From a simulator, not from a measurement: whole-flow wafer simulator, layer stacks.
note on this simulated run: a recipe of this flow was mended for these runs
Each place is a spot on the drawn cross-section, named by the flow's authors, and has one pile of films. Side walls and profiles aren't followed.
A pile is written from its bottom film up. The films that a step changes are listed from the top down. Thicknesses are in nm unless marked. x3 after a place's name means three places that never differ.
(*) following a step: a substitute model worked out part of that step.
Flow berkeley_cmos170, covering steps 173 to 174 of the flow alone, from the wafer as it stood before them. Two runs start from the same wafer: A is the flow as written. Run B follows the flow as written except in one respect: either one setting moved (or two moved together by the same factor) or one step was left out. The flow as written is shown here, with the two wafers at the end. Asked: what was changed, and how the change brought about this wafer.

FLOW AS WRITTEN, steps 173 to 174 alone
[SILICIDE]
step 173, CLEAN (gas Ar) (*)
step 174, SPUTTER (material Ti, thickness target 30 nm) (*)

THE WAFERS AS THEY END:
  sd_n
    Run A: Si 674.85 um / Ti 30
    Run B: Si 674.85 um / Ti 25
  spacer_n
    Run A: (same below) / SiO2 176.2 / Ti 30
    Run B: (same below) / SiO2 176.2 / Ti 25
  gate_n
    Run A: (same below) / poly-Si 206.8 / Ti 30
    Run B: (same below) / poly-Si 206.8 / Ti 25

What caused this: step 174, SPUTTER: thickness target 25 nm was run, while the flow as written has thickness target 30 nm.
The wafer itself shows it: sd_n has Ti 25, and step 174 as written asks for 30 nm.

Step by step, how the change led to this:
  step 174, SPUTTER (material Ti, thickness target 30 nm) (*)
      field, mark, sd_n and 10 more: A +30 Ti (new film) | B +25 Ti (new film)
